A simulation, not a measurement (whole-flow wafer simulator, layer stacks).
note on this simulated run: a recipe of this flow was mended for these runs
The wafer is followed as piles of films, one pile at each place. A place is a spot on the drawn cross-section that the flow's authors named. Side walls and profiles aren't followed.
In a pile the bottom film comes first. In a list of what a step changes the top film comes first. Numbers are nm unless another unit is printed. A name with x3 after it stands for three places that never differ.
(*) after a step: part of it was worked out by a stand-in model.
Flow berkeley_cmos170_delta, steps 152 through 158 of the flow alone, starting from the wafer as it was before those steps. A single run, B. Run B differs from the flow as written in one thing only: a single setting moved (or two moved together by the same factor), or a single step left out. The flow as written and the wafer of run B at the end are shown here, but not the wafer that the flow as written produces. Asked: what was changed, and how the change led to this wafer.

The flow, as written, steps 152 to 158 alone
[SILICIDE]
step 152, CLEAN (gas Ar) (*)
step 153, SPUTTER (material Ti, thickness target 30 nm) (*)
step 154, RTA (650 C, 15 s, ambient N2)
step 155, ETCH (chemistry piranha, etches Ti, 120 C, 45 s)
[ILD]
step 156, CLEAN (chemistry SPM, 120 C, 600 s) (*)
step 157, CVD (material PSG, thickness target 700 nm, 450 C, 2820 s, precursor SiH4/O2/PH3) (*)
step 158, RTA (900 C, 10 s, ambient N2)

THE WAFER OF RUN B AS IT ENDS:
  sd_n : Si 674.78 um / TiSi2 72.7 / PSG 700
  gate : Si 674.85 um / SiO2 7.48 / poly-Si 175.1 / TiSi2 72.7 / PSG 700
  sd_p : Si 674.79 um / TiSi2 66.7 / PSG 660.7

The reason: step 153, SPUTTER: thickness target 39 nm was run, though the flow has thickness target 30 nm.

How this came from the change, step by step:
  step 153, SPUTTER (material Ti, thickness target 30 nm) (*)
      field, sd_n, spacer_n, gate, spacer_p, gate_p, contact x2: Ti gains 39 (new film) (as written it would have been: Ti gains 30 (new film))
      sd_p: Ti gains 35.8 (new film) (as written it would have been: Ti gains 27.5 (new film))
  step 154, RTA (650 C, 15 s, ambient N2)
      sd_n, contact x2: Ti loses 30.4, TiSi first gains 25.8 (new film), TiSi2 C49 gains 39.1 (new film), Si loses 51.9 (as written it would have been: Ti loses 23.4, TiSi first gains 6.2 (new film), TiSi2 C49 gains 50.3 (new film), Si loses 49)
      gate, gate_p: Ti loses 30.4, TiSi first gains 25.8 (new film), TiSi2 C49 gains 39.1 (new film), poly-Si loses 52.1 (as written it would have been: Ti loses 23.4, TiSi first gains 6.2 (new film), TiSi2 C49 gains 50.3 (new film), poly-Si loses 49.2)
      (also at 1 further place)
  step 155, ETCH (chemistry piranha, etches Ti, 120 C, 45 s)
      sd_n, gate, gate_p, contact x2: Ti loses 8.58 (all of it), TiSi first loses 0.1 (as written it would have been: Ti loses 6.6 (all of it), TiSi first loses 0.1)
      field, spacer_n, spacer_p: Ti loses 39 (all of it) (as written it would have been: Ti loses 30 (all of it))
      (also at 1 further place)
  step 158, RTA (900 C, 10 s, ambient N2)
      sd_n, contact x2: under 1 film: TiSi2 gains 72.7 (new film), TiSi first loses 25.7 (all of it), TiSi2 C49 loses 39.1 (all of it), Si loses 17 (as written it would have been: under 1 film: TiSi2 gains 55.9 (new film), TiSi first loses 6.09 (all of it), TiSi2 C49 loses 50.3 (all of it), Si loses 4.05)
      gate, gate_p: under 1 film: TiSi2 gains 72.7 (new film), TiSi first loses 25.7 (all of it), TiSi2 C49 loses 39.1 (all of it), poly-Si loses 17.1 (as written it would have been: under 1 film: TiSi2 gains 55.9 (new film), TiSi first loses 6.09 (all of it), TiSi2 C49 loses 50.3 (all of it), poly-Si loses 4.06)
      (also at 1 further place)
